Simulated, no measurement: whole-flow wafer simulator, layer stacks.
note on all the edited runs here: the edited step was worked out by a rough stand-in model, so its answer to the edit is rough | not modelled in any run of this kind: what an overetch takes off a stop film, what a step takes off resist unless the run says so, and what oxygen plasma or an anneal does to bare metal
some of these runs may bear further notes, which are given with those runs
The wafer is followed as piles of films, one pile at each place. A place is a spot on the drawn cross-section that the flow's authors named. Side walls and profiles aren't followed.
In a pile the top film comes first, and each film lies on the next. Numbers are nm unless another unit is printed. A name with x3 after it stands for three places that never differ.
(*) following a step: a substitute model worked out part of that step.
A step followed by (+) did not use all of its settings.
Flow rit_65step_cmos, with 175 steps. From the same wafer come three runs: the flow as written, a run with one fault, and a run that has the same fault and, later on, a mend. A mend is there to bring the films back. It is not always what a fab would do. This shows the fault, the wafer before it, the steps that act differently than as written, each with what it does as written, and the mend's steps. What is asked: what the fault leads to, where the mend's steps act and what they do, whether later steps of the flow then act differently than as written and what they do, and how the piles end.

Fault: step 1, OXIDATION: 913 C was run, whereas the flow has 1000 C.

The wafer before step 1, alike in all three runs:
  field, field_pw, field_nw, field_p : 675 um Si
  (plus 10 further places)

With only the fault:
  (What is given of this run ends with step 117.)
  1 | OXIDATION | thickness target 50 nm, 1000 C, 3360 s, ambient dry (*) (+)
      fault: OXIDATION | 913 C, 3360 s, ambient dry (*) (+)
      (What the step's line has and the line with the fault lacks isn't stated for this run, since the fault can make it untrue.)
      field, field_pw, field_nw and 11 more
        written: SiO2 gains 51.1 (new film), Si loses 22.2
        fault: SiO2 gains 24.2 (new film), Si loses 10.4
  Later steps of the flow acting differently than as written (37 more steps, not shown, differ only slightly: by at most 2% or 0.5 nm, whichever is larger):
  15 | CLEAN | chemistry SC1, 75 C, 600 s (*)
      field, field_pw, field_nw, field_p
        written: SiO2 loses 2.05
        fault: chemical SiO2 gains 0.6 (new film), SiO2 loses 1.16 (all of it), Si loses 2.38
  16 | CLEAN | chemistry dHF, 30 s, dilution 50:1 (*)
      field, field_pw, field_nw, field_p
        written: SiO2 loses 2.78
        fault: chemical SiO2 loses 0.6 (all of it)
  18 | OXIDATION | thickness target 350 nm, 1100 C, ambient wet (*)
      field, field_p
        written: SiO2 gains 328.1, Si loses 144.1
        fault: SiO2 gains 346.8 (new film), chemical SiO2 loses 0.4 (all of it), Si loses 152.1
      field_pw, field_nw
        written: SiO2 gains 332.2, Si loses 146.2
        fault: SiO2 gains 350 (new film), chemical SiO2 loses 0.4 (all of it), Si loses 153.8
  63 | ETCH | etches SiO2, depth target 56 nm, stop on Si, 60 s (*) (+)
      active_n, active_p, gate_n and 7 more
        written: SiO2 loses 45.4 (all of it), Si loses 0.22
        fault: SiO2 loses 18.6 (all of it), Si loses 0.77
  Once step 117 is done, the piles differ only a little from the flow's at the places that both follow, at most by 2% or 0.5 nm, whichever is larger.

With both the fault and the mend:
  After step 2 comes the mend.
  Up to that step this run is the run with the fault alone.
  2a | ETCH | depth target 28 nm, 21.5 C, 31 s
      field, field_pw, field_nw and 11 more
        SiO2 loses 24.2 (all of it)
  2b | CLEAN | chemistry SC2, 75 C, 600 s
      field, field_pw, field_nw and 11 more
        chemical SiO2 gains 0.4 (new film), Si loses 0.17
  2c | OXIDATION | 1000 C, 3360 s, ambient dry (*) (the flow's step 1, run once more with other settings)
      field, field_pw, field_nw and 11 more
        SiO2 gains 51 (new film), chemical SiO2 loses 0.4 (all of it), Si loses 22.3
  Later steps of the flow acting differently than as written (17 more steps, not shown, differ only slightly: by at most 2% or 0.5 nm, whichever is larger):
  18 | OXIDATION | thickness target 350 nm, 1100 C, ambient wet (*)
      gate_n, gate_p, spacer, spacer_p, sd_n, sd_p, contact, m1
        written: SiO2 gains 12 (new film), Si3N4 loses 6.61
        mend: SiO2 gains 12 (new film), Si3N4 loses 6.61, SiO2 gains 0.03
  When the end is reached, the piles differ only a little from the flow's at the places that both follow, at most by 2% or 0.5 nm, whichever is larger.
